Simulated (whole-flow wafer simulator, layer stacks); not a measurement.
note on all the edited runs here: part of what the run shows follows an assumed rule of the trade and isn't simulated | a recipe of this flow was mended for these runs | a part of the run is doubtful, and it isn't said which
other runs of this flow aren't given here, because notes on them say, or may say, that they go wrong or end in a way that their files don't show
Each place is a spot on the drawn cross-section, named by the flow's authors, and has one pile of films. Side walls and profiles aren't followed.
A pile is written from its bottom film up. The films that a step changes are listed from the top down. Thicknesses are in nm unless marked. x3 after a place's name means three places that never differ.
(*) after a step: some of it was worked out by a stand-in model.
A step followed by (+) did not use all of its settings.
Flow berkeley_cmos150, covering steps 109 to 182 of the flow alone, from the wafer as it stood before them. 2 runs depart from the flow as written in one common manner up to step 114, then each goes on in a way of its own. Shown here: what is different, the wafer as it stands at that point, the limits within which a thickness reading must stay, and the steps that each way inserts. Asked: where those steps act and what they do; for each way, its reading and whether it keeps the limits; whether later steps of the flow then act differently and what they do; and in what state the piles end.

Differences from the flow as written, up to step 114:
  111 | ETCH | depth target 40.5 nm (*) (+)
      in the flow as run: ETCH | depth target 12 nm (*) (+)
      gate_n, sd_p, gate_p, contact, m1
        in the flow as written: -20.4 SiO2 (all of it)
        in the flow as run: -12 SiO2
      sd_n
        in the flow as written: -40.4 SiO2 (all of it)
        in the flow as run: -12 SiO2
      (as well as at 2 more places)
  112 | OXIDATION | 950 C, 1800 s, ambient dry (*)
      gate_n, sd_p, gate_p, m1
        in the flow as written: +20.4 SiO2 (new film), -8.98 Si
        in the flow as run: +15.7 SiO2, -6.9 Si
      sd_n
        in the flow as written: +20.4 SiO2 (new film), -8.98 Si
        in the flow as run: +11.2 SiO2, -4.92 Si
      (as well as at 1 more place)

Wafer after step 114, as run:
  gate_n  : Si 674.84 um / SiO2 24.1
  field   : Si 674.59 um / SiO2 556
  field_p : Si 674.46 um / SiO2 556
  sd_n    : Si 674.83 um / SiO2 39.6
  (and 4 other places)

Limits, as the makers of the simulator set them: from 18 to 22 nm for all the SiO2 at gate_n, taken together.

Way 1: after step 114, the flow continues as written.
  After step 114, the reading is 24.1 nm, outside the limits.
  Steps later in the flow that act otherwise than as written (not shown: 20 more steps that differ only slightly, by at most 2% or 0.5 nm, whichever is larger):
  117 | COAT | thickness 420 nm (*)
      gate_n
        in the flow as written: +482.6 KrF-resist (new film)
        going this way: +493.5 KrF-resist (new film)
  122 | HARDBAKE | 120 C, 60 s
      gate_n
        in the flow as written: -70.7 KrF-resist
        going this way: -72.3 KrF-resist
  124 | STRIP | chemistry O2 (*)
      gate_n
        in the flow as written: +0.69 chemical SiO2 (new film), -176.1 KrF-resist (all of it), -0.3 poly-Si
        going this way: +0.69 chemical SiO2 (new film), -185.3 KrF-resist (all of it), -0.3 poly-Si
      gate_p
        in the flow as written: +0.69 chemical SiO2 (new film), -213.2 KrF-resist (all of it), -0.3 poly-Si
        going this way: +0.69 chemical SiO2 (new film), -218.1 KrF-resist (all of it), -0.3 poly-Si
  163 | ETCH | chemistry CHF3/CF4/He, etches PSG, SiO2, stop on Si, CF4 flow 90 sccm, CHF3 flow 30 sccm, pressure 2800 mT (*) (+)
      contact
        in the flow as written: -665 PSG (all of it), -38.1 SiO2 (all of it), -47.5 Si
        going this way: -665 PSG (all of it), -41.7 SiO2 (all of it), -47.5 Si
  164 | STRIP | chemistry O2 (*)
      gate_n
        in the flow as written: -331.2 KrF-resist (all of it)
        going this way: -339.5 KrF-resist (all of it)
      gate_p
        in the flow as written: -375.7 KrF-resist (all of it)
        going this way: -383.9 KrF-resist (all of it)
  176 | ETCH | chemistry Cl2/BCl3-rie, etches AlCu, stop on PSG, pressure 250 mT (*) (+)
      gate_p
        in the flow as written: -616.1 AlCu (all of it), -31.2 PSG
        going this way: -607.8 AlCu (all of it), -32.3 PSG
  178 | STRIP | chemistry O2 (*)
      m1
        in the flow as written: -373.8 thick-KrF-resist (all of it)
        going this way: -384.2 thick-KrF-resist (all of it)
  By the end, the piles at field, field_p, sd_n, gate_n, sd_p, gate_p, m1 depart from the flow's by more than 2% or 0.5 nm, whichever is larger.
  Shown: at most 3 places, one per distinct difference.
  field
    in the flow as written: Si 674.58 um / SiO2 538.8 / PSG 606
    going this way: Si 674.58 um / SiO2 567 / PSG 606
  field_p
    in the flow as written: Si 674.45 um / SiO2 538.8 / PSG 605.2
    going this way: Si 674.45 um / SiO2 566.9 / PSG 605.2
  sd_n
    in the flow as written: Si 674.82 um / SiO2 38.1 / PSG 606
    going this way: Si 674.82 um / SiO2 56.9 / PSG 606

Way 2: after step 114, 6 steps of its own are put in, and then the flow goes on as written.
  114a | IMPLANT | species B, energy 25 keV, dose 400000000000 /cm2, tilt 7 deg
      alters no film at any place that is followed
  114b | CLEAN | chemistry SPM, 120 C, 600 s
      alters no film at any place that is followed
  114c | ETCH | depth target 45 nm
      gate_n, sd_p, gate_p, contact, m1
        -24.1 SiO2 (all of it)
      field, field_p
        -45 SiO2
      sd_n
        -39.6 SiO2 (all of it)
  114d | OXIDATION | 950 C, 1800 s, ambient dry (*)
      sd_n, gate_n, sd_p, gate_p, contact, m1
        +20.4 SiO2 (new film), -8.98 Si
      field, field_p
        +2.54 SiO2, -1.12 Si
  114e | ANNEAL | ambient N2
      alters no film at any place that is followed
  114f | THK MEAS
      alters no film at any place that is followed
  After step 114f, the reading is 20.4 nm, within the limits.
  None of the later steps of the flow differs from how it acts as written, at any place that is followed, by more than 2% or 0.5 nm, whichever is larger.
  By the end, the piles at field, field_p depart from the flow's by more than 2% or 0.5 nm, whichever is larger.
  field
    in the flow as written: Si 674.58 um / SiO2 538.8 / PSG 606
    going this way: Si 674.58 um / SiO2 524.9 / PSG 606
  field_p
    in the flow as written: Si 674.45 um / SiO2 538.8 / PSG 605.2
    going this way: Si 674.45 um / SiO2 524.9 / PSG 605.2

Inside the limits: way 2. Outside the limits: way 1.
